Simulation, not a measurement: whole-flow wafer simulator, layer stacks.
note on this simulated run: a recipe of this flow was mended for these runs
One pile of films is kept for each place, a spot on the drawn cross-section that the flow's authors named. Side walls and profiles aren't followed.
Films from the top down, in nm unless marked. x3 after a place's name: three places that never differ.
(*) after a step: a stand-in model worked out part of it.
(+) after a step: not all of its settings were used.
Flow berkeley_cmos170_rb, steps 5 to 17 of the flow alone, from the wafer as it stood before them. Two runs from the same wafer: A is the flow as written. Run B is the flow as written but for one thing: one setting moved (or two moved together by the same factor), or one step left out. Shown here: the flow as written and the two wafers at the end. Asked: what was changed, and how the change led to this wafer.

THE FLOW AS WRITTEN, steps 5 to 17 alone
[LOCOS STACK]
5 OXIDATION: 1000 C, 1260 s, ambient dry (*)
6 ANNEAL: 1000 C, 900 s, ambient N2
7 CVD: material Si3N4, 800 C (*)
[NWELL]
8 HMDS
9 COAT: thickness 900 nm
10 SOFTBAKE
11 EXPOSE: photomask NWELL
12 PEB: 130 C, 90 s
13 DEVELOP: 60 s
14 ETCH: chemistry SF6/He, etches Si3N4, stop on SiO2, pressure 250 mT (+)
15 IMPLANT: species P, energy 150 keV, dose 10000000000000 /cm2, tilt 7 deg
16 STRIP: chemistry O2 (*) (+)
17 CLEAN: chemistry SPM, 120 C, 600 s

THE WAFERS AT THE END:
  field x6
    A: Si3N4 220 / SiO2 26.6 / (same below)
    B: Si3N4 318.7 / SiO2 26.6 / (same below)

The cause: step 7, CVD: 832 C was run, where the flow has 800 C.

How the change led to this, step by step:
  7 CVD: material Si3N4, 800 C (*)
      field x6, sd_p x3: A Si3N4 +220 (new film) | B Si3N4 +318.7 (new film)
  14 ETCH: chemistry SF6/He, etches Si3N4, stop on SiO2, pressure 250 mT (+)
      field x6: A KrF-resist -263 | B KrF-resist -370.4
      sd_p x3: A Si3N4 -220 (all of it), SiO2 -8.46 | B Si3N4 -318.7 (all of it), SiO2 -8.46
  16 STRIP: chemistry O2 (*) (+)
      field x6: A KrF-resist -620 (all of it) | B KrF-resist -512.7 (all of it)
